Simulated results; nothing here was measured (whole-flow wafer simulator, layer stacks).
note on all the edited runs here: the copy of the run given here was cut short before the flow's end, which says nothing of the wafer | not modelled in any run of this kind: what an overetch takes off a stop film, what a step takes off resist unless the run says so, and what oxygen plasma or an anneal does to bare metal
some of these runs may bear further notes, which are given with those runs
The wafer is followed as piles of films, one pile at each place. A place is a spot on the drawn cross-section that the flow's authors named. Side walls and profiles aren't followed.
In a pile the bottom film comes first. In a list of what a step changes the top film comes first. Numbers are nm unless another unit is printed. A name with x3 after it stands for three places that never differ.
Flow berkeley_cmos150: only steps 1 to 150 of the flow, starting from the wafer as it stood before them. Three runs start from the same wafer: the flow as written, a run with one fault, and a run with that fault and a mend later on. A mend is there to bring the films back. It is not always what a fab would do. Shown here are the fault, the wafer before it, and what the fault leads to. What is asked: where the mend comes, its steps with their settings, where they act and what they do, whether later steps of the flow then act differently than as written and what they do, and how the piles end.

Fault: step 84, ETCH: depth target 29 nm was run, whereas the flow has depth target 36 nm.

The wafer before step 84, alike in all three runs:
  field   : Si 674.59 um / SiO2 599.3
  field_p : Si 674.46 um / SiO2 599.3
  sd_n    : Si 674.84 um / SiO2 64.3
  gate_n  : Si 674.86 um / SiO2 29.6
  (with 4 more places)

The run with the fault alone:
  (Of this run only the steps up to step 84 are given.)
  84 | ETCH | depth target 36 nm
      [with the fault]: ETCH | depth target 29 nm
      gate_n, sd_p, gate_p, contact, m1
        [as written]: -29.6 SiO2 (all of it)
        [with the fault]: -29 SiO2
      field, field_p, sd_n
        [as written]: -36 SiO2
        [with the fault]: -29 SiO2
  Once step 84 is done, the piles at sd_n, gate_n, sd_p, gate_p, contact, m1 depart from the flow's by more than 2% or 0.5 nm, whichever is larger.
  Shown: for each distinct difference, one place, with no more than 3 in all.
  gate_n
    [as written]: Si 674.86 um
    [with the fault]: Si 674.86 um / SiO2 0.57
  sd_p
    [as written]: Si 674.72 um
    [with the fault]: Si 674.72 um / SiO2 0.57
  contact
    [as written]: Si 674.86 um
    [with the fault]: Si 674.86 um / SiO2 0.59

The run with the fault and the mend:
  The mend follows step 84.
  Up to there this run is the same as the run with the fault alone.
  84a | ETCH | depth target 6.991 nm (a further turn of the flow's step 84, with different settings)
      gate_n, sd_p, gate_p, m1
        -0.57 SiO2 (all of it)
      field, field_p, sd_n
        -6.99 SiO2
      contact
        -0.59 SiO2 (all of it)
  Every later step of the flow that is run acts as written, at every place that is followed, to within 2% or 0.5 nm, whichever is larger.
  At every place that both follow, the piles at the end match the flow's.
